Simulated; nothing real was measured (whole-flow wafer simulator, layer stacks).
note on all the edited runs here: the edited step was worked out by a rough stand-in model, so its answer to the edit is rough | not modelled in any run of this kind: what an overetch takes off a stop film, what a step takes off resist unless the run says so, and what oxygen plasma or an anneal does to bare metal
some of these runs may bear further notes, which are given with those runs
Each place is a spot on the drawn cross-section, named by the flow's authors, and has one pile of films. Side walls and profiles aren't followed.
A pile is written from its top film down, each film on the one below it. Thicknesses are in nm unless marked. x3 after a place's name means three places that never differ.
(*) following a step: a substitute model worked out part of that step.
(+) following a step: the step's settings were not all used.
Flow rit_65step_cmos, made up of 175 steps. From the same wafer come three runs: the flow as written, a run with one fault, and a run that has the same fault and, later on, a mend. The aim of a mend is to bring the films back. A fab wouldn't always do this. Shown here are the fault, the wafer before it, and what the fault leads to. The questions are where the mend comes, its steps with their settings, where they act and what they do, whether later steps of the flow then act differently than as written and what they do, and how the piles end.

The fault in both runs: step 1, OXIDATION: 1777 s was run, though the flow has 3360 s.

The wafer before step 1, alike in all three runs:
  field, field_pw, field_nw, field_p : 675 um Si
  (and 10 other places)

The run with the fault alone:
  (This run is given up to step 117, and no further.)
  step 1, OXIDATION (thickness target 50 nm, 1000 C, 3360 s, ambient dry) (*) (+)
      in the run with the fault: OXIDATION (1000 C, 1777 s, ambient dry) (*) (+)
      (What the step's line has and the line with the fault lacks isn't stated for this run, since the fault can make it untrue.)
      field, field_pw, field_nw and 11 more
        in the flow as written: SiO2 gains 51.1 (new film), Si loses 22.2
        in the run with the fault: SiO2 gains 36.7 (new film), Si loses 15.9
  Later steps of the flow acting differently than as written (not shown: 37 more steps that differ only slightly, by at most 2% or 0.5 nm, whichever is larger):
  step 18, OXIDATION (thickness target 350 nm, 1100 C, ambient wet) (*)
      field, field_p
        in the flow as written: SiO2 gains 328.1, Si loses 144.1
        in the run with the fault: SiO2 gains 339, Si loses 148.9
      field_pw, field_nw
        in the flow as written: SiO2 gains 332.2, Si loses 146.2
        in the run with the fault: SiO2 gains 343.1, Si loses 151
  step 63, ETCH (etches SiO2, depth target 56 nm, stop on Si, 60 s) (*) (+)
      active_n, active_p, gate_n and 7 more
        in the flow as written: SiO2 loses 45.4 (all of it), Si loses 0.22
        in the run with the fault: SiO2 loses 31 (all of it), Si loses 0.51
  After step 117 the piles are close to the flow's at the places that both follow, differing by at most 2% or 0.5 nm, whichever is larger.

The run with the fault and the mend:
  After step 2 comes the mend.
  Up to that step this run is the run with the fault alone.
  step 2a, ETCH (depth target 42 nm, 21.5 C, 47 s)
      field, field_pw, field_nw and 11 more
        SiO2 loses 36.7 (all of it)
  step 2b, CLEAN (chemistry SC2, 75 C, 600 s)
      field, field_pw, field_nw and 11 more
        chemical SiO2 gains 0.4 (new film), Si loses 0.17
  step 2c, OXIDATION (1000 C, 3360 s, ambient dry) (*) (the flow's step 1 again, with other settings)
      field, field_pw, field_nw and 11 more
        SiO2 gains 51 (new film), chemical SiO2 loses 0.4 (all of it), Si loses 22.3
  Later steps of the flow acting differently than as written (not shown: 17 more steps that differ only slightly, by at most 2% or 0.5 nm, whichever is larger):
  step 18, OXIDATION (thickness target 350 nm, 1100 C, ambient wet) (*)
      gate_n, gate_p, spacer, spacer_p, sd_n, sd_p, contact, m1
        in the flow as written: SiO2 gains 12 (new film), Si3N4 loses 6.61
        in the run with the mend: SiO2 gains 12 (new film), Si3N4 loses 6.61, SiO2 gains 0.03
  At the end the piles are close to the flow's at the places that both follow, differing by at most 2% or 0.5 nm, whichever is larger.
